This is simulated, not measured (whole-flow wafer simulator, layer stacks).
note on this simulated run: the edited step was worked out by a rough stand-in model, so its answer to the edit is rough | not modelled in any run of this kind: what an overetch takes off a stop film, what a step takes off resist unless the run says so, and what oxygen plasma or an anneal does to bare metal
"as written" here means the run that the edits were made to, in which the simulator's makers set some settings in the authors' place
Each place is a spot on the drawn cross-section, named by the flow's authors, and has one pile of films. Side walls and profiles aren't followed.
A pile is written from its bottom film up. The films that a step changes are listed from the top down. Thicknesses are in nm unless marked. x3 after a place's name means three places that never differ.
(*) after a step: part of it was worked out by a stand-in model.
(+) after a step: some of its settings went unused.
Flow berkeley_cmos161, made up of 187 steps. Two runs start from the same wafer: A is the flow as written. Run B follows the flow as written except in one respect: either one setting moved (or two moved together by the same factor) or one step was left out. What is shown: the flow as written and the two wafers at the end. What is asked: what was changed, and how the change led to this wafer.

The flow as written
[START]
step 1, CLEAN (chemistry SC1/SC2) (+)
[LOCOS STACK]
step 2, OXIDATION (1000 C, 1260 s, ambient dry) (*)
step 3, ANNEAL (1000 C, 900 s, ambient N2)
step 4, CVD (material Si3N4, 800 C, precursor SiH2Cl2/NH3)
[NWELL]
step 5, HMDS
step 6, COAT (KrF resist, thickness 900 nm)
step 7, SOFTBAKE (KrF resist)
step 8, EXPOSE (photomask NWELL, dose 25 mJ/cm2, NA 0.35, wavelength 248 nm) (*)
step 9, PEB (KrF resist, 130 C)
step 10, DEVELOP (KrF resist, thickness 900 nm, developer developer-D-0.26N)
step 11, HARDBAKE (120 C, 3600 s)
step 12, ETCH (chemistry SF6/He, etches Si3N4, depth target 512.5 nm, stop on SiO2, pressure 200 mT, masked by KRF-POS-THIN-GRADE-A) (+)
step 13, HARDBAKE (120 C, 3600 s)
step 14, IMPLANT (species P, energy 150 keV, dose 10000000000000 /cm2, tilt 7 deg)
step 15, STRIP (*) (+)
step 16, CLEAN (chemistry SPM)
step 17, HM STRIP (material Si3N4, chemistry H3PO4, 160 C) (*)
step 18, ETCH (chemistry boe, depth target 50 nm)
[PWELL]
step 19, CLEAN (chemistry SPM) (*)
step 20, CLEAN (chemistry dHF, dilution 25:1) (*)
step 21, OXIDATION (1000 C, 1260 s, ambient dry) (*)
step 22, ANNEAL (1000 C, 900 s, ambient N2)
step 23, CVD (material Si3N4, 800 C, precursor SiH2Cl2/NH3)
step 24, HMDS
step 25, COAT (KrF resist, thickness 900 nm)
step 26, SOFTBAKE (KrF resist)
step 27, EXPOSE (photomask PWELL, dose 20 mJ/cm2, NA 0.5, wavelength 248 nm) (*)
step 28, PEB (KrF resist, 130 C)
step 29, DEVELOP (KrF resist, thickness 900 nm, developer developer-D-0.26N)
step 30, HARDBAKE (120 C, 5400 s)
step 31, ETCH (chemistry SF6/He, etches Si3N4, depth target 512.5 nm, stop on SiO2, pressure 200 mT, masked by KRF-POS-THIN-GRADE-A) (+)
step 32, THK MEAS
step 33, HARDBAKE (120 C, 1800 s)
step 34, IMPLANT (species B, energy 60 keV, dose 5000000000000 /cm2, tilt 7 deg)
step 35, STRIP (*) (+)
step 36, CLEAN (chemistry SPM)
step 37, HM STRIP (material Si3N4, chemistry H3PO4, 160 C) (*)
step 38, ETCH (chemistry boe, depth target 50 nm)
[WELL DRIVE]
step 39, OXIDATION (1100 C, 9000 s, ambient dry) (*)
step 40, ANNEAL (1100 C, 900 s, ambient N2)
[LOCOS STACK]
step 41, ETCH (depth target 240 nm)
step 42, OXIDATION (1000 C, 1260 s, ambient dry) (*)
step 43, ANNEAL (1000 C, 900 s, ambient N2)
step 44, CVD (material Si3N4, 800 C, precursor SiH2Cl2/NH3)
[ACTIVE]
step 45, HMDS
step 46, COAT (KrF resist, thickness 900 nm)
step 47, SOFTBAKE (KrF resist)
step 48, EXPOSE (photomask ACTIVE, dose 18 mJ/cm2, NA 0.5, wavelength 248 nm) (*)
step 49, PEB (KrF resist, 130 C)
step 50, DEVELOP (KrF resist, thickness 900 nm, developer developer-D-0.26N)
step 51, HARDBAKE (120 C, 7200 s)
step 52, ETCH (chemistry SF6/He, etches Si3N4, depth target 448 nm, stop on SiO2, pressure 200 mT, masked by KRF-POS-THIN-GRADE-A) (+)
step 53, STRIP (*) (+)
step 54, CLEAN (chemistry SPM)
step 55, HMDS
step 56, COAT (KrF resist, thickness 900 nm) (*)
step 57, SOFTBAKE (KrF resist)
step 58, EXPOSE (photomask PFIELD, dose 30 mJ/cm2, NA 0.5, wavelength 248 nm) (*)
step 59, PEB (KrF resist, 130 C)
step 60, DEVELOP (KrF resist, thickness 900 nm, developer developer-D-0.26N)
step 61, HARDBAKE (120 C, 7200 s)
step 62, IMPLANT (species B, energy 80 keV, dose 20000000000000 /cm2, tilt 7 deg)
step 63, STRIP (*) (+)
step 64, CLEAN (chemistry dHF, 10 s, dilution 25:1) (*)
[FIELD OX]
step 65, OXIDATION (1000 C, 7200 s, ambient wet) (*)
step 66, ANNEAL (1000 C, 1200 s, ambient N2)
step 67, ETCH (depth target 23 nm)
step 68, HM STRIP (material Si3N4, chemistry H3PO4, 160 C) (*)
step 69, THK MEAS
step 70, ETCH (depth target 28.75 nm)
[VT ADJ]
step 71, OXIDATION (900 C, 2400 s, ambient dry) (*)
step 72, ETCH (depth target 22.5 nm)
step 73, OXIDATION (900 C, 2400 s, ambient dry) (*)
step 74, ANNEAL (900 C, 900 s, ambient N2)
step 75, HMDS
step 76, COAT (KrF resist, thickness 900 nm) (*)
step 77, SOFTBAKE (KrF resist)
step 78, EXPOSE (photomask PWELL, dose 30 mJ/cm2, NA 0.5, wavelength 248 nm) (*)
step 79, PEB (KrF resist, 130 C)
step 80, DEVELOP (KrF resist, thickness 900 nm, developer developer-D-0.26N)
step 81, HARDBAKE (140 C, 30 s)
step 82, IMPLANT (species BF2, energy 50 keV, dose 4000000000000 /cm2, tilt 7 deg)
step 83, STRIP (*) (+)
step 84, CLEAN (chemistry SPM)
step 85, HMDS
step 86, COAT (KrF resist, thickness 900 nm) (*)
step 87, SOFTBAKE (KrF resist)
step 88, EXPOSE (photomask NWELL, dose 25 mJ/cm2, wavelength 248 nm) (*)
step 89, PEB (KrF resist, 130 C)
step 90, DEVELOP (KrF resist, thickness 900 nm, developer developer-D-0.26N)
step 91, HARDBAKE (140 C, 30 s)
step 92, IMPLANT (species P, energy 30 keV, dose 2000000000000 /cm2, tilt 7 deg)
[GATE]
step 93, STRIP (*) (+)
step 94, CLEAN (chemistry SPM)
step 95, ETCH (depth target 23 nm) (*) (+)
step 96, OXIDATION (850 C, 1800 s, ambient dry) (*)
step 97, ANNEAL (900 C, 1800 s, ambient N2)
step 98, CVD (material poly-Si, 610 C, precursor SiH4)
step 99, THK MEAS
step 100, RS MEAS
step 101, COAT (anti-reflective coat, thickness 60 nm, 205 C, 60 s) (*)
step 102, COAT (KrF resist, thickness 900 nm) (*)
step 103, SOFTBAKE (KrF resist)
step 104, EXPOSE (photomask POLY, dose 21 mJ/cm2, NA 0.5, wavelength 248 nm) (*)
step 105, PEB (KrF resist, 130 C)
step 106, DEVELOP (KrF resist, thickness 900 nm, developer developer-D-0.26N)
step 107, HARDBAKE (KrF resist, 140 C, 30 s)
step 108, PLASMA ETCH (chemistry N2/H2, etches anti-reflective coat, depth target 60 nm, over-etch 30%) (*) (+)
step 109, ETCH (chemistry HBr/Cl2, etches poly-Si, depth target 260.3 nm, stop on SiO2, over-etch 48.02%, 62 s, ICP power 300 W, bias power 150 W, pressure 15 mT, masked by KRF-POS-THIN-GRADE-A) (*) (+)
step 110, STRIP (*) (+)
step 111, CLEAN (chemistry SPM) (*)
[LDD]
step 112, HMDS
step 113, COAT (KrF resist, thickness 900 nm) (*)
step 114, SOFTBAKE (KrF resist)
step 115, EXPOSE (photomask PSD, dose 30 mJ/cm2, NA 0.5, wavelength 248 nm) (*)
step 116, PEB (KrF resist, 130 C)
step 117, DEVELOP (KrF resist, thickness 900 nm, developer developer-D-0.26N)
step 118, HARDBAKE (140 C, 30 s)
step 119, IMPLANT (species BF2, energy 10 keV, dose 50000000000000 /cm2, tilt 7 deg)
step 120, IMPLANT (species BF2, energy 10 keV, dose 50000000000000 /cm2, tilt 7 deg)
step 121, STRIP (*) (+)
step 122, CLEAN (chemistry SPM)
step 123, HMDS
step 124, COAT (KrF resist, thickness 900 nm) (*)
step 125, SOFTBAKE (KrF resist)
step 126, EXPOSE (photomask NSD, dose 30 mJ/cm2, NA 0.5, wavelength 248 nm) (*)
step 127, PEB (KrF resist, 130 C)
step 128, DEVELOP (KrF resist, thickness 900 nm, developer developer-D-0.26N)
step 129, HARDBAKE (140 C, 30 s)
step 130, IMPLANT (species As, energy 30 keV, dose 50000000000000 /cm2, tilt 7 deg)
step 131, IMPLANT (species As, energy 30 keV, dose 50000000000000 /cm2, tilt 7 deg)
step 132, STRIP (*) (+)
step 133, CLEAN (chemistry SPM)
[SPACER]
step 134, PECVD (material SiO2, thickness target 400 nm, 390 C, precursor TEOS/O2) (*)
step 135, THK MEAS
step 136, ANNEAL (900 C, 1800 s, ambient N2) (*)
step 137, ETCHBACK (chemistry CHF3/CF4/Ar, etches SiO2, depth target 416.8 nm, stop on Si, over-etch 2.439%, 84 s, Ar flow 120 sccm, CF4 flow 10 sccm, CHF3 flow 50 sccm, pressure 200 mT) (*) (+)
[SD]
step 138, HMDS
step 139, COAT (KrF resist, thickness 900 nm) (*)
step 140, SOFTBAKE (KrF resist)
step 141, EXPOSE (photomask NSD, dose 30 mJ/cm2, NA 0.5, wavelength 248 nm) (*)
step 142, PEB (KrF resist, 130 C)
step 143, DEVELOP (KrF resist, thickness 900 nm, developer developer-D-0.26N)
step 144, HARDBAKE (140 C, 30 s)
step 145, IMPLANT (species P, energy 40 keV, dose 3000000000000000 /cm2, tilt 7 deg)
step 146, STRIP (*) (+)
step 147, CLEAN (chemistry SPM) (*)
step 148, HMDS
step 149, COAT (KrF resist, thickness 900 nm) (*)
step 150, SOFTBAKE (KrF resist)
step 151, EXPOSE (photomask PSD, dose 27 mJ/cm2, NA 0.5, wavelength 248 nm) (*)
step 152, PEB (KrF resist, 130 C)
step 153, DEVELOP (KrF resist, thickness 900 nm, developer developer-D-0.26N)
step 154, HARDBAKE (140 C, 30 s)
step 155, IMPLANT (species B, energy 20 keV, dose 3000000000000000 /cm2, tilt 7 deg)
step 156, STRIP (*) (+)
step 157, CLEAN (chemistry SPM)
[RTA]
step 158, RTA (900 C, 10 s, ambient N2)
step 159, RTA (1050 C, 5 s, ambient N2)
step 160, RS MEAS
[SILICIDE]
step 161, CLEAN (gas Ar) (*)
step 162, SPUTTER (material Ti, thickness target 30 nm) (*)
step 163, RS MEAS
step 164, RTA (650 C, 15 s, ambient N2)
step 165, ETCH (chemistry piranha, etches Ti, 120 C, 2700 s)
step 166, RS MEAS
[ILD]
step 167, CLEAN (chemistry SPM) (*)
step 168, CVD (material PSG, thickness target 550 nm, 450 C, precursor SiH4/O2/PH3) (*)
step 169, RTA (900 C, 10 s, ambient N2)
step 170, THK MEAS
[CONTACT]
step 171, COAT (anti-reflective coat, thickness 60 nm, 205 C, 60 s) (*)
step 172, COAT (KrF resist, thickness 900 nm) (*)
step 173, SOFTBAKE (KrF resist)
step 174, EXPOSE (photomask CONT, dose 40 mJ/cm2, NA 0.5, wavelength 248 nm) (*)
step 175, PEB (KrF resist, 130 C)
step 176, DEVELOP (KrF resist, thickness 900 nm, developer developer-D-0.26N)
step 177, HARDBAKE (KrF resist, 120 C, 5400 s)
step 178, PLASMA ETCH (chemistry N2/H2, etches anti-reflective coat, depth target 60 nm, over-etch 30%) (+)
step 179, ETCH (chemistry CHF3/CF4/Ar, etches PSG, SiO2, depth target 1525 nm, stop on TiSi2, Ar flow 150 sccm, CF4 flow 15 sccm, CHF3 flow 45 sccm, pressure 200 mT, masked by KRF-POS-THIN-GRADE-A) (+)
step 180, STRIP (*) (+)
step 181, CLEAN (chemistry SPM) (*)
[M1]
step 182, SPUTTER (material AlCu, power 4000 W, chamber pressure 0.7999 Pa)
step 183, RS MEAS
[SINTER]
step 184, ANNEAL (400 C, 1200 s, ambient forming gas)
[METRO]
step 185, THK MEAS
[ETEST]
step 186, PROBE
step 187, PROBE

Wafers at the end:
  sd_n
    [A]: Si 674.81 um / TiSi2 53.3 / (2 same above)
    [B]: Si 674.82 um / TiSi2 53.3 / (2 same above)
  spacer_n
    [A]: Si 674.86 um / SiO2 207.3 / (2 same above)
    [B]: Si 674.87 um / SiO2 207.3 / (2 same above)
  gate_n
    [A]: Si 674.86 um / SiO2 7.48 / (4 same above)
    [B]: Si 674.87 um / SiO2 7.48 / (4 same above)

What caused this: step 39, OXIDATION: 7200 s was run, whereas the flow has 9000 s.

Step by step, how the change led to this:
  step 39, OXIDATION (1100 C, 9000 s, ambient dry) (*)
      field, sd_n, spacer_n and 6 more: A +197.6 SiO2 (new film), -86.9 Si | B +172.4 SiO2 (new film), -75.9 Si
  step 41, ETCH (depth target 240 nm)
      field, sd_n, spacer_n and 6 more: A -197.6 SiO2 (all of it) | B -172.4 SiO2 (all of it)
